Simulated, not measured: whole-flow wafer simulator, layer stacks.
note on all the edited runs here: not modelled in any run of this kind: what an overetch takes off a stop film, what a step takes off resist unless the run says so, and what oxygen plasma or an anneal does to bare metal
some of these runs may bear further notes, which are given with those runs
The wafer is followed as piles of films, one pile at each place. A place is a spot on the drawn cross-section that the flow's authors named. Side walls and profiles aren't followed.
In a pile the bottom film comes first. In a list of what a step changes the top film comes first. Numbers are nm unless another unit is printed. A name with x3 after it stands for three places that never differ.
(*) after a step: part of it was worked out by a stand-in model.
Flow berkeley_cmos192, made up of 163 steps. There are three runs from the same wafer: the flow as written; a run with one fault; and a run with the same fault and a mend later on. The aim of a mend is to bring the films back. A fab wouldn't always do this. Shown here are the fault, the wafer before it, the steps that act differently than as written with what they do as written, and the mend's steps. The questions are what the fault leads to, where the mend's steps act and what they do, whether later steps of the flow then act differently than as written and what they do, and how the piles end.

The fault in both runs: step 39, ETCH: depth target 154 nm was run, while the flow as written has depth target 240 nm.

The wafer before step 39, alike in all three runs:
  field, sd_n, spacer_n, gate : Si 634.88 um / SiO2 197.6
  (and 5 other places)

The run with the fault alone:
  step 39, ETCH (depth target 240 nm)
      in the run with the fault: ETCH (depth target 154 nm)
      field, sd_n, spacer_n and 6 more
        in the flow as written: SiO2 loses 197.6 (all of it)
        in the run with the fault: SiO2 loses 154
  Steps later in the flow that act otherwise than as written (not shown: 40 more steps that differ only slightly, by at most 2% or 0.5 nm, whichever is larger):
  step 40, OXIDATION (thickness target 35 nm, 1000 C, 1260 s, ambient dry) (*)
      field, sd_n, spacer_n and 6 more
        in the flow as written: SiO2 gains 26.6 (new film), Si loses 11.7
        in the run with the fault: SiO2 gains 16.4, Si loses 7.23
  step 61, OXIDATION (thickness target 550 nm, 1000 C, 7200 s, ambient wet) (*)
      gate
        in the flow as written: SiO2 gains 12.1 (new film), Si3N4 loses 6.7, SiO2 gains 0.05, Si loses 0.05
        in the run with the fault: SiO2 gains 12.1 (new film), Si3N4 loses 6.7
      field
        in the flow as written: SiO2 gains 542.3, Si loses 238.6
        in the run with the fault: SiO2 gains 520.3, Si loses 228.9
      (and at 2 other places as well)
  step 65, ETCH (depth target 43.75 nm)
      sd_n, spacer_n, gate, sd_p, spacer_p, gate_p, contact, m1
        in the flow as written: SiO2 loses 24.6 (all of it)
        in the run with the fault: SiO2 loses 43.8
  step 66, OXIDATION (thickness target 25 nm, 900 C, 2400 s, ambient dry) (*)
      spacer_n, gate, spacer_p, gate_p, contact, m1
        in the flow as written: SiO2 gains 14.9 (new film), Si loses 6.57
        in the run with the fault: SiO2 gains 11.1, Si loses 4.9
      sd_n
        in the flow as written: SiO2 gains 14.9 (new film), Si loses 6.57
        in the run with the fault: SiO2 gains 10.5, Si loses 4.62
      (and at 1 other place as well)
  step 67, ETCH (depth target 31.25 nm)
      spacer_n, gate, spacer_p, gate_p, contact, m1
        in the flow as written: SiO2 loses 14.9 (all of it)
        in the run with the fault: SiO2 loses 25.4 (all of it)
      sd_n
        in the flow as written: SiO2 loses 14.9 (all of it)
        in the run with the fault: SiO2 loses 29.2 (all of it)
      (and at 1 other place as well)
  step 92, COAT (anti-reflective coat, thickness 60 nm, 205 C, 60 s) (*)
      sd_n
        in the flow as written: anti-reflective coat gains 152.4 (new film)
        in the run with the fault: anti-reflective coat gains 168.2 (new film)
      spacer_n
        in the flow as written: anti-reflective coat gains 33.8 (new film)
        in the run with the fault: anti-reflective coat gains 28.2 (new film)
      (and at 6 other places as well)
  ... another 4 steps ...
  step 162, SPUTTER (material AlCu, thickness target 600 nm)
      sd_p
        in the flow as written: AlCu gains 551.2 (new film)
        in the run with the fault: AlCu gains 539.2 (new film)
  The piles end different from the flow's at field, sd_p by more than 2% or 0.5 nm, whichever is larger.
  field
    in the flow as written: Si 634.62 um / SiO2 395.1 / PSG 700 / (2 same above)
    in the run with the fault: Si 634.64 um / SiO2 406.4 / PSG 700 / (2 same above)
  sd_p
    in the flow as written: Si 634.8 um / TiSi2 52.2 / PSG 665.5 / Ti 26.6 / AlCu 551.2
    in the run with the fault: Si 634.8 um / TiSi2 51.6 / PSG 661.1 / Ti 26.2 / AlCu 539.2

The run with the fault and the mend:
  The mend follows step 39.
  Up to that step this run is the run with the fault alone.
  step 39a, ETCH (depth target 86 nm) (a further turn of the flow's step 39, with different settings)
      field, sd_n, spacer_n and 6 more
        SiO2 loses 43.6 (all of it)
  Later steps of the flow that are run all act as written at every place that is followed.
  At every place that both follow, the piles at the end match the flow's.
